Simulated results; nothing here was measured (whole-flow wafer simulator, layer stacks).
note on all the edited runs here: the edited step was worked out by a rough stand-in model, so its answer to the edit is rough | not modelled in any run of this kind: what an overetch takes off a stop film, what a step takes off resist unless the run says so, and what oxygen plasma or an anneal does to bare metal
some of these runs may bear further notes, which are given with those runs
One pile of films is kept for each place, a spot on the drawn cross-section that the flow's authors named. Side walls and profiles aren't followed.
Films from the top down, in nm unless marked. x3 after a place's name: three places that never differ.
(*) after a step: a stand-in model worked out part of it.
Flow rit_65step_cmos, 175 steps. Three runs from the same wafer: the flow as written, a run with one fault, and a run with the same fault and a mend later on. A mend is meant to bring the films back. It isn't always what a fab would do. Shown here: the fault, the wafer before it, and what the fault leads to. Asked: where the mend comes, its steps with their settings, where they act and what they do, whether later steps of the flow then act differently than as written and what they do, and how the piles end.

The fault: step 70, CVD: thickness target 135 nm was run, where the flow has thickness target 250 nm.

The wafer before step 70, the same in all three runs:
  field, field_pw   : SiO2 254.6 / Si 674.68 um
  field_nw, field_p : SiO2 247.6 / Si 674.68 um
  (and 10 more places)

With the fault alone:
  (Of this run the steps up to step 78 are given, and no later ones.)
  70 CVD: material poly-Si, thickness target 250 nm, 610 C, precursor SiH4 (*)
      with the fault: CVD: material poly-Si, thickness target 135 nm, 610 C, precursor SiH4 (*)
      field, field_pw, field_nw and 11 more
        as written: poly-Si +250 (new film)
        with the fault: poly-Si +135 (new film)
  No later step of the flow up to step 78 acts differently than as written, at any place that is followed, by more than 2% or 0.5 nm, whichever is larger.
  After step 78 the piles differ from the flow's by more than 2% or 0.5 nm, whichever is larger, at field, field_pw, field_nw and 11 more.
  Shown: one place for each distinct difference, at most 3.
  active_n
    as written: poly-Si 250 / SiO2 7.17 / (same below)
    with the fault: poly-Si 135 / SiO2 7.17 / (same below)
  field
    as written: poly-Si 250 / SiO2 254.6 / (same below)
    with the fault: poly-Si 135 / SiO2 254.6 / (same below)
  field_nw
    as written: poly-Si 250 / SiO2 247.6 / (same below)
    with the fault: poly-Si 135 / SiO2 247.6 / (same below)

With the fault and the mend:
  The mend comes after step 71.
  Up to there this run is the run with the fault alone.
  71a ETCH: chemistry tmah, depth target 155.2 nm
      field, field_pw, field_nw and 11 more
        poly-Si -135 (all of it)
  71b CLEAN: chemistry SC2, 75 C, 600 s (the flow's step 66 once more)
      changes no film at any place that is followed
  71c CVD: material poly-Si, thickness target 250 nm, 610 C, precursor SiH4 (*) (the flow's step 70 once more)
      field, field_pw, field_nw and 11 more
        poly-Si +250 (new film)
  No later step of the flow acts differently than as written at any place that is followed.
  At the end the piles are the same as the flow's at every place that both follow.
